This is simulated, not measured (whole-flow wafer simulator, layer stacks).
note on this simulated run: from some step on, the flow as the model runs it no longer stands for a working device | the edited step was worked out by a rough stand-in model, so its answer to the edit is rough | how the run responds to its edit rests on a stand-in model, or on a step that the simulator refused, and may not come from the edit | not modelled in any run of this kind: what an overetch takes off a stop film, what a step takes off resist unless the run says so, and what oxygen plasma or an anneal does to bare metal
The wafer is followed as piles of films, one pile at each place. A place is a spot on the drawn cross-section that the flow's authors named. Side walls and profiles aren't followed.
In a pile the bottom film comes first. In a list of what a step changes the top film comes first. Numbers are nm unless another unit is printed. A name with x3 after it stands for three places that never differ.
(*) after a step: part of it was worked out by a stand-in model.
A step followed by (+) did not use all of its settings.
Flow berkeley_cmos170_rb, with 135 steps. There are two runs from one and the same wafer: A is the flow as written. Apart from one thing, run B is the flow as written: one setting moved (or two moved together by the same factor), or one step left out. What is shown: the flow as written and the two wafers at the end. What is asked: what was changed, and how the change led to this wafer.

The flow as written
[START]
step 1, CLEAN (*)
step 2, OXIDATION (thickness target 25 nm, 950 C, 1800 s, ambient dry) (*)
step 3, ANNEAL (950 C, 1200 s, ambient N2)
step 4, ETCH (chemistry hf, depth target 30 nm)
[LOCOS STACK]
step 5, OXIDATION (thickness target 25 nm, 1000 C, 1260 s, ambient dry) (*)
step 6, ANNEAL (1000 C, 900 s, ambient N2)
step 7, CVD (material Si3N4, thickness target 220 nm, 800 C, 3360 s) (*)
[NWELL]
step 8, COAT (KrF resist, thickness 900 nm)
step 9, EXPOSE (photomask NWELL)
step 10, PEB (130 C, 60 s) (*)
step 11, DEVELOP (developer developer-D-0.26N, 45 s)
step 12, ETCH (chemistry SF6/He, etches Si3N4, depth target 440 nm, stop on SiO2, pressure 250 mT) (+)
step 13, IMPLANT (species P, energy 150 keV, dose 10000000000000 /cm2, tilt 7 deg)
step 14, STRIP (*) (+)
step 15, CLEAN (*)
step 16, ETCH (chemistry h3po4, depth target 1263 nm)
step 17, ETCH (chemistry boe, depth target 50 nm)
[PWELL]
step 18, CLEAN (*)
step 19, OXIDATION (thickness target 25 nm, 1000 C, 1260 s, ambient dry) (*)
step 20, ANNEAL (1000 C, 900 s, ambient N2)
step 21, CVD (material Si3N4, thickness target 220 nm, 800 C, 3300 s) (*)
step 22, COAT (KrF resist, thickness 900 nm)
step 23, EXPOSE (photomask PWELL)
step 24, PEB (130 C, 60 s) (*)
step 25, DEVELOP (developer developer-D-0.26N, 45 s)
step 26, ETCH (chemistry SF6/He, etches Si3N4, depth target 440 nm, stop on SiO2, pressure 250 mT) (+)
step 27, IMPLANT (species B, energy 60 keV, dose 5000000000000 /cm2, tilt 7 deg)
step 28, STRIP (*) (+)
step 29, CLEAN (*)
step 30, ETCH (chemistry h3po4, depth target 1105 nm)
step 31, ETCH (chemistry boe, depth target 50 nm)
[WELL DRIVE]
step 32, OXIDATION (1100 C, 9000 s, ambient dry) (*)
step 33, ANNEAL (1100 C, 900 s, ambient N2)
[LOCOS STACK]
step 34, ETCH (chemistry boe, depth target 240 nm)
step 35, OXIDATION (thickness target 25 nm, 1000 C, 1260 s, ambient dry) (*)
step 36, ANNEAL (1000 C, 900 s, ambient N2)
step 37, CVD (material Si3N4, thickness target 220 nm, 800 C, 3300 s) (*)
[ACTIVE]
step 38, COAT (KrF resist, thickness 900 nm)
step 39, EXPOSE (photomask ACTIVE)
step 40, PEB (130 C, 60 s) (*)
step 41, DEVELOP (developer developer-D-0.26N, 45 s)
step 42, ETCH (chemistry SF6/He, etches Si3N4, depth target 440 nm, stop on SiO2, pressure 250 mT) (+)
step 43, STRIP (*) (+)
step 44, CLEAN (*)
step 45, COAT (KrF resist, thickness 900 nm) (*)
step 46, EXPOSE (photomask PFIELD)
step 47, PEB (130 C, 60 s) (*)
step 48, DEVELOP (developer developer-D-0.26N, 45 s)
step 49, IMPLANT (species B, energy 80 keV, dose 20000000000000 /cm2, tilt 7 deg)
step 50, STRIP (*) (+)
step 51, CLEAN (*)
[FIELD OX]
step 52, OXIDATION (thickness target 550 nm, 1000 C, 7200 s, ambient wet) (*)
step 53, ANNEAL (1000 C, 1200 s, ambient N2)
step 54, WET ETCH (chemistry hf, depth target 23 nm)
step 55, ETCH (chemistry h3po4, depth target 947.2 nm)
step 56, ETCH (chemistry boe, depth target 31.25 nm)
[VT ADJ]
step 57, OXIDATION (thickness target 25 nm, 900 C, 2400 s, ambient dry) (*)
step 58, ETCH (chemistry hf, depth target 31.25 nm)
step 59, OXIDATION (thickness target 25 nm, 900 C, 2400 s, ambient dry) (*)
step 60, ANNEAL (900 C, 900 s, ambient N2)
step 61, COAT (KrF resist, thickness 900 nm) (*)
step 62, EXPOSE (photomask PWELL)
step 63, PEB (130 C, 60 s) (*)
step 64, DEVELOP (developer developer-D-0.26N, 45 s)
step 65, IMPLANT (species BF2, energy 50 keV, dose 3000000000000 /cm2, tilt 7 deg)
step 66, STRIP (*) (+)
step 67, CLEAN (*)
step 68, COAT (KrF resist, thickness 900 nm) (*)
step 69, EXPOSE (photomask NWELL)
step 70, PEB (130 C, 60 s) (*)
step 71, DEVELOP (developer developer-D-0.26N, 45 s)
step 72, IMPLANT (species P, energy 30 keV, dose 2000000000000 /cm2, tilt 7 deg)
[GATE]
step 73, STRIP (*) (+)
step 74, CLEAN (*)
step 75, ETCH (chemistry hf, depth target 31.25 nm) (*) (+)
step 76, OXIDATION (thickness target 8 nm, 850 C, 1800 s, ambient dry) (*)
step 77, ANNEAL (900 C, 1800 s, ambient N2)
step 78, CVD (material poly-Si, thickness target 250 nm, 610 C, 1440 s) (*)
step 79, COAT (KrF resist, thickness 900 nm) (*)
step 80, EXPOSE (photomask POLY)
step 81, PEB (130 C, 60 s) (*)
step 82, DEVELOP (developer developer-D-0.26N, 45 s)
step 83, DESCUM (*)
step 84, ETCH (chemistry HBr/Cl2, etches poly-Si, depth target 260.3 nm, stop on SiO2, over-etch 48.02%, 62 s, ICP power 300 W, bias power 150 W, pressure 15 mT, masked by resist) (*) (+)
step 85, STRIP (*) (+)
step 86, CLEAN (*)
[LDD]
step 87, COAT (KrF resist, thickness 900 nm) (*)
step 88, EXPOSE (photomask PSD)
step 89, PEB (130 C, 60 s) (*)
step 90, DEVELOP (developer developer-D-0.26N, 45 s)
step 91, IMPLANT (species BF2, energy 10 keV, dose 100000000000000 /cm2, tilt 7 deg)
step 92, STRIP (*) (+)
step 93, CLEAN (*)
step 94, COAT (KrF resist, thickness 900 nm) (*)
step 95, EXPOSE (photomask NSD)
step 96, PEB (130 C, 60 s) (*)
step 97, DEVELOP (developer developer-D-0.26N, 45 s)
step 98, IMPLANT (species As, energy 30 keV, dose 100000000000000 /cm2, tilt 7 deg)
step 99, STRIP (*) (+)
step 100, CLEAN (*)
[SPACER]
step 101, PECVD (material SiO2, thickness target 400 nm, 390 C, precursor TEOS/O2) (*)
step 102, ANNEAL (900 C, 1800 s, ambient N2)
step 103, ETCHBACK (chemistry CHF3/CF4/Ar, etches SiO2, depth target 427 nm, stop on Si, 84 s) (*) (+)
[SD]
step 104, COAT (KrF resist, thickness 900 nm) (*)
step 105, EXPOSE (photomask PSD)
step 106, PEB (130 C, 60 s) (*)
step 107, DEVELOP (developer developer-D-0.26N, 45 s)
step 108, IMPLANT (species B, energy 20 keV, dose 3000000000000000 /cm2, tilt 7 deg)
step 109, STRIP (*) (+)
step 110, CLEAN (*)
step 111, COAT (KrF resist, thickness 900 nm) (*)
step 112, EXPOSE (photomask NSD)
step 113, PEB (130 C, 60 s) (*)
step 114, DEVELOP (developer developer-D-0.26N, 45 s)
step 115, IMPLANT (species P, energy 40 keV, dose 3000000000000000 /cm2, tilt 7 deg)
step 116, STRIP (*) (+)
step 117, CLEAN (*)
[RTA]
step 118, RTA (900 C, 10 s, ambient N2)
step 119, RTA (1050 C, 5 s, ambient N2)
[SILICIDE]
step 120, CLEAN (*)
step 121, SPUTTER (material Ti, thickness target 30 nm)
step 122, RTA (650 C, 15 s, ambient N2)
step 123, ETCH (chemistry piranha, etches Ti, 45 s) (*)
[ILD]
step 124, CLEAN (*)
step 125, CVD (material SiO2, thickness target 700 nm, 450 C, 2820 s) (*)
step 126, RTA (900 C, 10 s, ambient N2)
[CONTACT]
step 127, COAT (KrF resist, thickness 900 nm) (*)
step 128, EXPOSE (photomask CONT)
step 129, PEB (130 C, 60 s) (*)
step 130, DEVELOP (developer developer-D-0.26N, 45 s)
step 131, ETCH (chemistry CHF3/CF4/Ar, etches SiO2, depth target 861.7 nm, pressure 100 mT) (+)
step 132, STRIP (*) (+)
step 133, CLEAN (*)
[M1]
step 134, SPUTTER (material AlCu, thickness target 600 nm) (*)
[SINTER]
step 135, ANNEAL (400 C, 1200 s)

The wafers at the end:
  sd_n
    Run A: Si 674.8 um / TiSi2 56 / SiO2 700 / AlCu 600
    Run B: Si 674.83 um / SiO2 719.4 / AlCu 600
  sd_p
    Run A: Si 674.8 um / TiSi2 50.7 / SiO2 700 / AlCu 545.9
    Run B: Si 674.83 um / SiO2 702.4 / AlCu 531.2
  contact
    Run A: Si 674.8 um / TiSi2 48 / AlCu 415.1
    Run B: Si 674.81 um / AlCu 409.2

The reason: step 59, OXIDATION: 1080 C was run, while the flow as written has 900 C.

Step by step, how the change led to this:
  step 59, OXIDATION (thickness target 25 nm, 900 C, 2400 s, ambient dry) (*)
      sd_n, spacer_n, gate, sd_p, spacer_p, gate_p, contact, m1: A +15 SiO2 (new film), -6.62 Si | B +76.2 SiO2 (new film), -33.5 Si
      field: A +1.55 SiO2, -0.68 Si | B +12.4 SiO2, -5.45 Si
  step 61, COAT (KrF resist, thickness 900 nm) (*)
      field: A +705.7 KrF resist (new film) | B +725.9 KrF resist (new film)
  step 64, DEVELOP (developer developer-D-0.26N, 45 s)
      field: A -705.7 KrF resist (all of it) | B -725.9 KrF resist (all of it)
  step 68, COAT (KrF resist, thickness 900 nm) (*)
      field: A +705.7 KrF resist (new film) | B +725.9 KrF resist (new film)
  step 73, STRIP (*) (+)
      field: A -691.4 KrF resist (all of it) | B -711.7 KrF resist (all of it)
  step 75, ETCH (chemistry hf, depth target 31.25 nm) (*) (+)
      sd_n, spacer_n, gate, sd_p, spacer_p, gate_p, contact, m1: A -15 SiO2 (all of it) | B -31.2 SiO2
  step 76, OXIDATION (thickness target 8 nm, 850 C, 1800 s, ambient dry) (*)
      sd_n, spacer_n, gate, sd_p, spacer_p, gate_p, contact, m1: A +7.53 SiO2 (new film), -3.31 Si | B +2.81 SiO2, -1.24 Si
  step 103, ETCHBACK (chemistry CHF3/CF4/Ar, etches SiO2, depth target 427 nm, stop on Si, 84 s) (*) (+)
      sd_n, contact, m1: A -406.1 SiO2 (all of it) | B -427 SiO2
      sd_p: A -388.4 SiO2 (all of it) | B -427 SiO2
  step 104, COAT (KrF resist, thickness 900 nm) (*)
      spacer_p: A +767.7 KrF resist (new film) | B +749.8 KrF resist (new film)
      gate_p: A +743.2 KrF resist (new film) | B +725.6 KrF resist (new film)
  step 107, DEVELOP (developer developer-D-0.26N, 45 s)
      spacer_p: A -767.7 KrF resist (all of it) | B -749.8 KrF resist (all of it)
      gate_p: A -743.2 KrF resist (all of it) | B -725.6 KrF resist (all of it)
  step 111, COAT (KrF resist, thickness 900 nm) (*)
      spacer_p: A +767.7 KrF resist (new film) | B +749.8 KrF resist (new film)
      gate_p: A +743.2 KrF resist (new film) | B +725.6 KrF resist (new film)
  step 116, STRIP (*) (+)
      spacer_p: A -753.5 KrF resist (all of it) | B -735.5 KrF resist (all of it)
      gate_p: A -729 KrF resist (all of it) | B -711.4 KrF resist (all of it)
  step 121, SPUTTER (material Ti, thickness target 30 nm)
      sd_p: A +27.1 Ti (new film) | B +26.5 Ti (new film)
  step 122, RTA (650 C, 15 s, ambient N2)
      sd_n, contact, m1: A -23.4 Ti, +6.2 TiSi first (new film), +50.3 TiSi2 C49 (new film), -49 Si | B nothing
      sd_p: A -21.1 Ti, +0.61 TiSi first (new film), +52.9 TiSi2 C49 (new film), -47.6 Si | B nothing
  step 123, ETCH (chemistry piranha, etches Ti, 45 s) (*)
      sd_n, contact, m1: A -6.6 Ti (all of it) | B -30 Ti (all of it)
      sd_p: A -5.96 Ti (all of it) | B -26.5 Ti (all of it)
  step 125, CVD (material SiO2, thickness target 700 nm, 450 C, 2820 s) (*)
      sd_n, sd_p, contact, m1: A +700 SiO2 (new film) | B +700 SiO2
  ... 4 other steps ...
  step 134, SPUTTER (material AlCu, thickness target 600 nm) (*)
      sd_p: A +545.9 AlCu (new film) | B +531.2 AlCu (new film)
